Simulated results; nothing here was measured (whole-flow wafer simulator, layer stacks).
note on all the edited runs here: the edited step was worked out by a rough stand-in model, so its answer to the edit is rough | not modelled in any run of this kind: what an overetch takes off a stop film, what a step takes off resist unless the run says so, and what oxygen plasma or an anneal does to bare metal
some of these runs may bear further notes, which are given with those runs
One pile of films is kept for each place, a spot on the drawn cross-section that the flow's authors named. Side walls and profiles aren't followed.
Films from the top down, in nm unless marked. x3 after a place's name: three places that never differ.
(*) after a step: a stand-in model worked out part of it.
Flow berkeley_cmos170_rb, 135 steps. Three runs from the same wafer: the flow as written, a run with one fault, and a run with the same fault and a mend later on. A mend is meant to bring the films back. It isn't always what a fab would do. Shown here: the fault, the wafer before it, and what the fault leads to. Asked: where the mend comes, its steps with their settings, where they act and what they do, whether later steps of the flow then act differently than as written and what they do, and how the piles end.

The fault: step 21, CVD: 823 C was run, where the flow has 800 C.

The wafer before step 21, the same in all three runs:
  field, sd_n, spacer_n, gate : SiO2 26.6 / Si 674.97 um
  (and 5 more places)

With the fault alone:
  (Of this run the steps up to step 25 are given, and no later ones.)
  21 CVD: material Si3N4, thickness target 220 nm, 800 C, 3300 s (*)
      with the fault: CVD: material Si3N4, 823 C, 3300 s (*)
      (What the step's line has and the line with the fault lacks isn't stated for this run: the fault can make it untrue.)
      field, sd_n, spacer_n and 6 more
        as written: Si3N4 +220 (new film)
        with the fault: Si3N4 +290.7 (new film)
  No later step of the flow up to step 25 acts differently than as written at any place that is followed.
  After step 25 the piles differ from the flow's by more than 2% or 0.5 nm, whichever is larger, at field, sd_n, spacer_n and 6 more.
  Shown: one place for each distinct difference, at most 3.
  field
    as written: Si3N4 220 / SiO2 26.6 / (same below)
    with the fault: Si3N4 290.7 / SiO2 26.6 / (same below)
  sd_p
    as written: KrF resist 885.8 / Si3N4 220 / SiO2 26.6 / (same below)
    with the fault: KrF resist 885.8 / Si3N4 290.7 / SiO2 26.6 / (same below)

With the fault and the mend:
  The mend comes after step 21.
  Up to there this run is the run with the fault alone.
  21a ETCH: chemistry h3po4, depth target 70.73 nm (the flow's step 16 once more, with other settings)
      field, sd_n, spacer_n and 6 more
        Si3N4 -70.7
  No later step of the flow acts differently than as written at any place that is followed.
  At the end the piles are the same as the flow's at every place that both follow.
